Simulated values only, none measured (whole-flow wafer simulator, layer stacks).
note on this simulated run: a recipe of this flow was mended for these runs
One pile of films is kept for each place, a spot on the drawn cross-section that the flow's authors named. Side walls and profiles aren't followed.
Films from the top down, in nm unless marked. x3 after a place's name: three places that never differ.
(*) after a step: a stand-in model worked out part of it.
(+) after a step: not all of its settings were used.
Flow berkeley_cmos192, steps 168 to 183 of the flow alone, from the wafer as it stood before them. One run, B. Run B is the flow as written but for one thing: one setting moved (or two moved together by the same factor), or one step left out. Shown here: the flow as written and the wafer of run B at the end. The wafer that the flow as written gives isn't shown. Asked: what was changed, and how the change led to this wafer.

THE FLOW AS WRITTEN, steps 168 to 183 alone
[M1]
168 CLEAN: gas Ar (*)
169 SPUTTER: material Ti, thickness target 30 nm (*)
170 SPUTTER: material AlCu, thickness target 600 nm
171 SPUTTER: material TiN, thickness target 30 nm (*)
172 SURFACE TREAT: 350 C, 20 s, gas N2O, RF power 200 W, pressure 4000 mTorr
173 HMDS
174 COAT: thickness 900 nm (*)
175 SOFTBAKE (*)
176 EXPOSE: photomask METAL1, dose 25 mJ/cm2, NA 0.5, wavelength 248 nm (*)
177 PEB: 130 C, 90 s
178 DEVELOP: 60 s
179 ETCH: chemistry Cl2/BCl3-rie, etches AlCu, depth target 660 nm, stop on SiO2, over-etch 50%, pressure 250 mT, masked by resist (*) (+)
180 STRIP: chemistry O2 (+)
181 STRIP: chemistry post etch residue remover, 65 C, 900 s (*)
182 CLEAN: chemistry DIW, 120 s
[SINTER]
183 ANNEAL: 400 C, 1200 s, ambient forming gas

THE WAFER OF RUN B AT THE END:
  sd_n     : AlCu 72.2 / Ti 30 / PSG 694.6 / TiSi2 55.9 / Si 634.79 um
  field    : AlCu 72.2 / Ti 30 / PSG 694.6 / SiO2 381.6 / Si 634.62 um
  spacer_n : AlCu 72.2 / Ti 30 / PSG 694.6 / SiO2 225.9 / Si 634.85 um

The cause: step 170, SPUTTER: thickness target 1035 nm was run, where the flow has thickness target 600 nm.

How the change led to this, step by step:
  170 SPUTTER: material AlCu, thickness target 600 nm
      field, sd_n, spacer_n, gate, spacer_p, gate_p, m1: AlCu +1035 (new film) (as written it would be: AlCu +600 (new film))
      sd_p: AlCu +983.9 (new film) (as written it would be: AlCu +557.4 (new film))
      (and at 1 more place)
  171 SPUTTER: material TiN, thickness target 30 nm (*)
      contact: TiN +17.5 (new film) (as written it would be: TiN +16 (new film))
  174 COAT: thickness 900 nm (*)
      contact: KrF-resist +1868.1 (new film) (as written it would be: KrF-resist +1717.4 (new film))
  179 ETCH: chemistry Cl2/BCl3-rie, etches AlCu, depth target 660 nm, stop on SiO2, over-etch 50%, pressure 250 mT, masked by resist (*) (+)
      field, sd_n, spacer_n, gate, spacer_p, gate_p: TiN -30 (all of it), AlCu -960 (as written it would be: TiN -30 (all of it), AlCu -600 (all of it), Ti -30 (all of it), PSG -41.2)
      sd_p: TiN -26.1 (all of it), AlCu -963.9 (as written it would be: TiN -26.2 (all of it), AlCu -557.4 (all of it), Ti -26.8 (all of it), PSG -47.4)
  180 STRIP: chemistry O2 (+)
      contact: KrF-resist -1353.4 (all of it) (as written it would be: KrF-resist -1203.2 (all of it))
  181 STRIP: chemistry post etch residue remover, 65 C, 900 s (*)
      field, sd_n, spacer_n, gate, sd_p, spacer_p, gate_p: AlCu -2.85 (as written it would be: nothing)
Counting metal films that touch as one body, sd_n has 1 body; the flow as written gives 0 bodies.
Counting metal films that touch as one body, field has 1 body; the flow as written gives 0 bodies.
Counting metal films that touch as one body, spacer_n has 1 body; the flow as written gives 0 bodies.
